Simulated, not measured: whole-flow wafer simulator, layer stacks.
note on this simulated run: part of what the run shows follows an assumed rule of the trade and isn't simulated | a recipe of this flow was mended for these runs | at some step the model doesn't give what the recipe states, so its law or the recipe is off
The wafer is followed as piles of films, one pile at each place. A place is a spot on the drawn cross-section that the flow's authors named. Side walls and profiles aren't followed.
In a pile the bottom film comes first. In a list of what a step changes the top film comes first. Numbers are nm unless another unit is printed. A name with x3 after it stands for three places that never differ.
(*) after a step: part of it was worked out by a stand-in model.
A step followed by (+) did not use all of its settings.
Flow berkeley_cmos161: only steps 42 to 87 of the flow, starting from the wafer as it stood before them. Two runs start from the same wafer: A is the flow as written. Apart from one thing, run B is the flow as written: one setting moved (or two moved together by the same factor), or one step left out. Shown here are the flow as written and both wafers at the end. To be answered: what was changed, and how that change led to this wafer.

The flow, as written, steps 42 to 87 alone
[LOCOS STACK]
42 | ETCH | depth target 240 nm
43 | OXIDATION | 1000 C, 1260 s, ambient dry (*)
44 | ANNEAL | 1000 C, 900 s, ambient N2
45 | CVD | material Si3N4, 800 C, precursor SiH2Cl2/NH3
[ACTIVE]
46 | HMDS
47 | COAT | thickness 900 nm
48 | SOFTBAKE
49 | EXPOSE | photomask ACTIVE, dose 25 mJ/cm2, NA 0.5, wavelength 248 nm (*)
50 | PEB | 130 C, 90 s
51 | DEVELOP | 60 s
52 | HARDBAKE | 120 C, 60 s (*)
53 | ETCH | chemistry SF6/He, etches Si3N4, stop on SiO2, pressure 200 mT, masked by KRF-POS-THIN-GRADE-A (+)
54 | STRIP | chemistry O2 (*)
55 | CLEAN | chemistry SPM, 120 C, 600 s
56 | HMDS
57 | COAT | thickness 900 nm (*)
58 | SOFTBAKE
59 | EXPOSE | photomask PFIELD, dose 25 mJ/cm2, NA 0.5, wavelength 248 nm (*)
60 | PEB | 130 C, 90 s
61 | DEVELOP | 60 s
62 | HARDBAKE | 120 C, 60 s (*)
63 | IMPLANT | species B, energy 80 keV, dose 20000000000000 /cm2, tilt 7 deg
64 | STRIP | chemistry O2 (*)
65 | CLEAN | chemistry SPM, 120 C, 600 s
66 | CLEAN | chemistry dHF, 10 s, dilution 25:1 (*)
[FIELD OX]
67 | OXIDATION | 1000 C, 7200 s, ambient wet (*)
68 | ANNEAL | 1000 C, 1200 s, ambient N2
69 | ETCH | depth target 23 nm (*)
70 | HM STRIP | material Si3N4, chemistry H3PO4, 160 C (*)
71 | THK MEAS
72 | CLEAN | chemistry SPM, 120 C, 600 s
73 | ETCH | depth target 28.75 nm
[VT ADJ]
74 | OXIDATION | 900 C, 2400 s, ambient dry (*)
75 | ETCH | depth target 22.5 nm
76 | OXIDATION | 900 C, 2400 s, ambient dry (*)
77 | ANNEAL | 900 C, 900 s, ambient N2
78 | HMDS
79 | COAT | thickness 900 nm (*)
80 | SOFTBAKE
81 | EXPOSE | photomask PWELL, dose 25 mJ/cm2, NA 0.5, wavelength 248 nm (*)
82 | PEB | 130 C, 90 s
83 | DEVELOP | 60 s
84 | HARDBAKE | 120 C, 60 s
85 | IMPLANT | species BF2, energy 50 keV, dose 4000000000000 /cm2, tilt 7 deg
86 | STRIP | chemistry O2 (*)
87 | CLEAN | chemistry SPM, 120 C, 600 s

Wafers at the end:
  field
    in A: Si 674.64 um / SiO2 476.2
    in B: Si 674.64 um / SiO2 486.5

Cause: step 73, ETCH: depth target 18.4 nm was run, though the flow has depth target 28.75 nm.

Step by step, how the change led to this:
  73 | ETCH | depth target 28.75 nm
      field: A SiO2 loses 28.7 | B SiO2 loses 18.4
